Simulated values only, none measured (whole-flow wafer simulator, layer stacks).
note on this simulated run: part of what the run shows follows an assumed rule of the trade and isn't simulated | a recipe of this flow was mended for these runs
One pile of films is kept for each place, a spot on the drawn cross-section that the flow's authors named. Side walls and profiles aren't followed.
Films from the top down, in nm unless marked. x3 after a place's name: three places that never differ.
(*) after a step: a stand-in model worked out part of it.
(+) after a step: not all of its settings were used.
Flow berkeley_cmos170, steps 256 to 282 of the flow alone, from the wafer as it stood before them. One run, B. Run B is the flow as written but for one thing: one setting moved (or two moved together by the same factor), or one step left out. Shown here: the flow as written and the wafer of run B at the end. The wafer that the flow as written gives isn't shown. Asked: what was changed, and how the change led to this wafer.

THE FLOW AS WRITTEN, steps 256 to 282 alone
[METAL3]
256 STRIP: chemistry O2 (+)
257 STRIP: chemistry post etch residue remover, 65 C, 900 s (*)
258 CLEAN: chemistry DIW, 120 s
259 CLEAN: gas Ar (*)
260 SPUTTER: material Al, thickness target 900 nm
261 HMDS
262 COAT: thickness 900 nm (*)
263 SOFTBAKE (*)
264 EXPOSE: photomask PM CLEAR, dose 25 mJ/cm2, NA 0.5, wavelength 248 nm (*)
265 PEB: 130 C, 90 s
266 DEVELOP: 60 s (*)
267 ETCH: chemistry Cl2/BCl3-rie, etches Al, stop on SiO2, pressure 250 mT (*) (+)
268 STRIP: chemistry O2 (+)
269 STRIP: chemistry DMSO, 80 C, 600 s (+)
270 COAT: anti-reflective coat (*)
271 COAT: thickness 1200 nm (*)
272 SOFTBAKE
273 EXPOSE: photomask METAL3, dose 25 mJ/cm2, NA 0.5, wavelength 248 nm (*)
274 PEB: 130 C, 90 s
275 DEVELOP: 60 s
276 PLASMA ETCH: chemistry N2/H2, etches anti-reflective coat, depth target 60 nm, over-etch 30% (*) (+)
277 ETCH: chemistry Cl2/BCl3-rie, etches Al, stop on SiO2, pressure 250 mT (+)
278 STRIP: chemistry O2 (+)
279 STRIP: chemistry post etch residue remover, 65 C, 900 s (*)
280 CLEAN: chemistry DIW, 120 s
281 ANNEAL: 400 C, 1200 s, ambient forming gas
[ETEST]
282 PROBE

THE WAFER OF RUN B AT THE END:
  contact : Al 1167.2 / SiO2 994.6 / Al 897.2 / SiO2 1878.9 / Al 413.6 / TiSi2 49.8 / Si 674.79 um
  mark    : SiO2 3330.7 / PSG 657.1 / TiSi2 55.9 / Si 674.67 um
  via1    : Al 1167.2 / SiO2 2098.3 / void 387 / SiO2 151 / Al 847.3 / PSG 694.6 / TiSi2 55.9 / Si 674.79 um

The cause: step 260, SPUTTER: thickness target 1170 nm was run, where the flow has thickness target 900 nm.

How the change led to this, step by step:
  260 SPUTTER: material Al, thickness target 900 nm
      field, mark, sd_n and 9 more: Al +1170 (new film) (as written it would be: Al +900 (new film))
      via2: Al +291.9 (as written it would be: Al +259.4)
  262 COAT: thickness 900 nm (*)
      via2: KrF-resist +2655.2 (new film) (as written it would be: KrF-resist +2428.6 (new film))
  265 PEB: 130 C, 90 s
      via2: KrF-resist -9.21 (as written it would be: KrF-resist -7.55)
  267 ETCH: chemistry Cl2/BCl3-rie, etches Al, stop on SiO2, pressure 250 mT (*) (+)
      field, sd_n, spacer_n and 9 more: KrF-resist -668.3 (as written it would be: KrF-resist -533.3)
      mark: Al -1156.7 (all of it), SiO2 -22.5 (as written it would be: Al -886.7 (all of it), SiO2 -22.5)
  268 STRIP: chemistry O2 (+)
      field, spacer_n, gate_n: KrF-resist -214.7 (all of it) (as written it would be: KrF-resist -349.7 (all of it))
      sd_n: KrF-resist -214 (all of it) (as written it would be: KrF-resist -349 (all of it))
      (and at 8 more places)
  270 COAT: anti-reflective coat (*)
      via2: anti-reflective coat +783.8 (new film) (as written it would be: anti-reflective coat +671.1 (new film))
  271 COAT: thickness 1200 nm (*)
      m2: KrF-resist +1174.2 (new film) (as written it would be: KrF-resist +1207.4 (new film))
      via2: KrF-resist +2270.5 (new film) (as written it would be: KrF-resist +2189.1 (new film))
  274 PEB: 130 C, 90 s
      via2: KrF-resist -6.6 (as written it would be: KrF-resist -6.08)
  277 ETCH: chemistry Cl2/BCl3-rie, etches Al, stop on SiO2, pressure 250 mT (+)
      field, sd_n, spacer_n, gate_n, sd_p, spacer_p, gate_p: Al -1170 (all of it), SiO2 -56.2 (as written it would be: Al -900 (all of it), SiO2 -56.2)
      contact, m1, via1, m2, via2: KrF-resist -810 (as written it would be: KrF-resist -675)
      (and at 1 more place)
  278 STRIP: chemistry O2 (+)
      contact: KrF-resist -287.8 (all of it), anti-reflective coat -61 (all of it) (as written it would be: KrF-resist -424 (all of it), anti-reflective coat -61.1 (all of it))
      m1: KrF-resist -265.1 (all of it), anti-reflective coat -41.1 (all of it) (as written it would be: KrF-resist -423.6 (all of it), anti-reflective coat -40.9 (all of it))
      (and at 3 more places)
